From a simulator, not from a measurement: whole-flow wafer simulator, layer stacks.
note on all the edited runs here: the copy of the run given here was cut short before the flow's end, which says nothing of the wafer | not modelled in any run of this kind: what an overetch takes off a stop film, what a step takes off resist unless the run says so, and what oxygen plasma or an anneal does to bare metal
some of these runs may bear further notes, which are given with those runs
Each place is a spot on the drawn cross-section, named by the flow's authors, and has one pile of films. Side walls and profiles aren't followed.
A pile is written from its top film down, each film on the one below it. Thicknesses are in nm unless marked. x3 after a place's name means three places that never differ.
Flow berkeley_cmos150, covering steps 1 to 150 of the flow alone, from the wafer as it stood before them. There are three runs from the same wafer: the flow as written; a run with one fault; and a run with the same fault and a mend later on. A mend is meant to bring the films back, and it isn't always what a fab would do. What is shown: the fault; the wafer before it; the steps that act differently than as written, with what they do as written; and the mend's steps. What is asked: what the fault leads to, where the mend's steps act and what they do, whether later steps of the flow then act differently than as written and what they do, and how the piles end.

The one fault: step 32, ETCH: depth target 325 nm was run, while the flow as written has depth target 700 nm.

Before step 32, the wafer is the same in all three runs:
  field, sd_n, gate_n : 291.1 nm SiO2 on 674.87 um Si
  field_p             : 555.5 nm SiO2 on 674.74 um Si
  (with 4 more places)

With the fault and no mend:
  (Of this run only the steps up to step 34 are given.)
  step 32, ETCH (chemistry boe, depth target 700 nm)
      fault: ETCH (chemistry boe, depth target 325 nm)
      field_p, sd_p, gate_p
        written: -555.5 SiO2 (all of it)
        fault: -325 SiO2
  Steps further on in the flow that do not act as written:
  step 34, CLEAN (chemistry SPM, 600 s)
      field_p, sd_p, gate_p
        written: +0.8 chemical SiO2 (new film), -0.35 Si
        fault: nothing
  Once step 34 is done, the piles at field_p, sd_p, gate_p depart from the flow's by more than 2% or 0.5 nm, whichever is larger.
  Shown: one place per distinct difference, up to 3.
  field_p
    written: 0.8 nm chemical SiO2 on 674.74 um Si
    fault: 230.5 nm SiO2 on 674.74 um Si

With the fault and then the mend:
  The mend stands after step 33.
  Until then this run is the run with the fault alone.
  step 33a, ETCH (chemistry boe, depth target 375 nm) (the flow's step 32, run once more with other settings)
      field_p, sd_p, gate_p
        -230.5 SiO2 (all of it)
  Every later step of the flow that is run acts as written at every place that is followed.
  At every place that both follow, the piles at the end match the flow's.
